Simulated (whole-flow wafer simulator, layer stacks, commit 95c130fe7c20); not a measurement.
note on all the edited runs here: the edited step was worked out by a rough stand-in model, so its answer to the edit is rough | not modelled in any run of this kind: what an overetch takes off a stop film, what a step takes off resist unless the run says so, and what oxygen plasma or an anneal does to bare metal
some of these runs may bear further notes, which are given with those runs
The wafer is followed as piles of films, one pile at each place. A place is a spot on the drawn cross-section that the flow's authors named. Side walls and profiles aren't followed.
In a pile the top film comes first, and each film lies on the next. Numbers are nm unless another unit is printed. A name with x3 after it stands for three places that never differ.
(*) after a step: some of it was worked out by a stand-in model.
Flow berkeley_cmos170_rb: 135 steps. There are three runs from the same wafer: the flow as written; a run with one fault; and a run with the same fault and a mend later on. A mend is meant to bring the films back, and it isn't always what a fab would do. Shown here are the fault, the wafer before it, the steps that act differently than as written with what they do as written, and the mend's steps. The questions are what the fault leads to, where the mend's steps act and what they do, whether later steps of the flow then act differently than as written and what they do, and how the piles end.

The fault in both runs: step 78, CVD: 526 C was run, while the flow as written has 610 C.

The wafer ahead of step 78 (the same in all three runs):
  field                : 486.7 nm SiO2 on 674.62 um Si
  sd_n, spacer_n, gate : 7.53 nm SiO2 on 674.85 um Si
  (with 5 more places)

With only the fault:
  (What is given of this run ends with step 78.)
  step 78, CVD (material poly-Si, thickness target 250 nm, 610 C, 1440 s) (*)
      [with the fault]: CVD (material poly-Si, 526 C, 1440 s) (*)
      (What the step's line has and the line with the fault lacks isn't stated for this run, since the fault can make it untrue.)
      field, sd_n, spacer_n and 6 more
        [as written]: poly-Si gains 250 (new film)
        [with the fault]: poly-Si gains 30.9 (new film)
  After step 78, at field, sd_n, spacer_n and 6 more, the piles differ from the flow's by more than 2% or 0.5 nm, whichever is larger.
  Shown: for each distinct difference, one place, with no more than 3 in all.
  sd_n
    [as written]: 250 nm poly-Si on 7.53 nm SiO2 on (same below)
    [with the fault]: 30.9 nm poly-Si on 7.53 nm SiO2 on (same below)
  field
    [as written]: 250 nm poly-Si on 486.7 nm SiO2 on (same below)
    [with the fault]: 30.9 nm poly-Si on 486.7 nm SiO2 on (same below)

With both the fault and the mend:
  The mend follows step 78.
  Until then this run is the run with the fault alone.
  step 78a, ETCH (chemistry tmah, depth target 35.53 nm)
      field, sd_n, spacer_n and 6 more
        poly-Si loses 30.9 (all of it)
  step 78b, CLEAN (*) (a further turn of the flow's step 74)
      leaves every film unchanged at each place that is followed
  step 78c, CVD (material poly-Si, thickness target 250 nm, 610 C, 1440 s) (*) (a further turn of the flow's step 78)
      field, sd_n, spacer_n and 6 more
        poly-Si gains 250 (new film)
  Later steps of the flow that are run all act as written at every place that is followed, up to a difference of at most 2% or 0.5 nm, whichever is larger.
  The piles end the same as the flow's at every place that both follow.
